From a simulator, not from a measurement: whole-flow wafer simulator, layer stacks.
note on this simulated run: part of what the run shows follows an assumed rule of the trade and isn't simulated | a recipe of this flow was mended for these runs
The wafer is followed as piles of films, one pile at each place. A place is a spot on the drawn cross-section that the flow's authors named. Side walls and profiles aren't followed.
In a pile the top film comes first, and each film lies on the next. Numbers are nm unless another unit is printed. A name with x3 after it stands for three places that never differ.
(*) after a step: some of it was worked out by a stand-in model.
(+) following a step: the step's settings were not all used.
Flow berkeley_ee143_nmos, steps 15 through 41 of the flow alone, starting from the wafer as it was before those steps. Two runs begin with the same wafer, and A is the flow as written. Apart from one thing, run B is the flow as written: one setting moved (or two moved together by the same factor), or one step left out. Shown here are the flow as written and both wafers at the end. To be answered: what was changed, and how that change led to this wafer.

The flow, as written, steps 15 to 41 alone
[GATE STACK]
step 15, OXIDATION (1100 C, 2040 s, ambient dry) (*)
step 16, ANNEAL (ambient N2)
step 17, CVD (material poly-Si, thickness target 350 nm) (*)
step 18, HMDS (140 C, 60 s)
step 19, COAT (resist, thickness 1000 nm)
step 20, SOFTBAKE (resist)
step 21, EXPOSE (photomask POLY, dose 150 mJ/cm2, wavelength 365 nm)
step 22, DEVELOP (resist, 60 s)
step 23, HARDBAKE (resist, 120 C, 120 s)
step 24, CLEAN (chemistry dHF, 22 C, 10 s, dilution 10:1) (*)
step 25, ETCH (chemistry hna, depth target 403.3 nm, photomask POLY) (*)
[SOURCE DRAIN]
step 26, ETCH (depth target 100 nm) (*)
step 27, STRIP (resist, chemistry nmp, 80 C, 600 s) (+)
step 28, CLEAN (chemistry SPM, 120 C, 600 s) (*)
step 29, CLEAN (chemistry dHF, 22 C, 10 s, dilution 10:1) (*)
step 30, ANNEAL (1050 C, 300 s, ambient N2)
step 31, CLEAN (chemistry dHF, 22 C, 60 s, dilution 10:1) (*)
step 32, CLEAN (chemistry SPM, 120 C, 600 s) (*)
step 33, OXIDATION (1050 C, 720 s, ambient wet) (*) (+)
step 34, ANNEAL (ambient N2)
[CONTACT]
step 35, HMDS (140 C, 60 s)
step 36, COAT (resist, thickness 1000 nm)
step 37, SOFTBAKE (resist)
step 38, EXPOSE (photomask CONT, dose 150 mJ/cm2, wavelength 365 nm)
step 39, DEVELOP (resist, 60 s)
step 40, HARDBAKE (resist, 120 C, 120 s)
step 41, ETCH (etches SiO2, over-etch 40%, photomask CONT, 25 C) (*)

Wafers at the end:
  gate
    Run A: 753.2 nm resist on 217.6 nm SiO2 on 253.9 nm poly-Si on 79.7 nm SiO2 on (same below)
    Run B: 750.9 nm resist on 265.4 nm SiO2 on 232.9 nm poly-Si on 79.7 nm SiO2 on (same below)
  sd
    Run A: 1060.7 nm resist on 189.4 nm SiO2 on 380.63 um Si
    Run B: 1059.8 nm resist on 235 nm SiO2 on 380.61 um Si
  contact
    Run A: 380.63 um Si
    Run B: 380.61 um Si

What caused this: step 33, OXIDATION: 979 s was run, though the flow has 720 s.

How this came from the change, step by step:
  step 33, OXIDATION (1050 C, 720 s, ambient wet) (*) (+)
      sd, contact: A SiO2 gains 189.4 (new film), chemical SiO2 loses 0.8 (all of it), Si loses 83 | B SiO2 gains 235 (new film), chemical SiO2 loses 0.8 (all of it), Si loses 103.1
      gate: A SiO2 gains 217.6 (new film), chemical SiO2 loses 0.8 (all of it), poly-Si loses 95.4 | B SiO2 gains 265.4 (new film), chemical SiO2 loses 0.8 (all of it), poly-Si loses 116.4
      (and at 1 other place as well)
  step 41, ETCH (etches SiO2, over-etch 40%, photomask CONT, 25 C) (*)
      contact: A SiO2 loses 189.4 (all of it) | B SiO2 loses 235 (all of it)
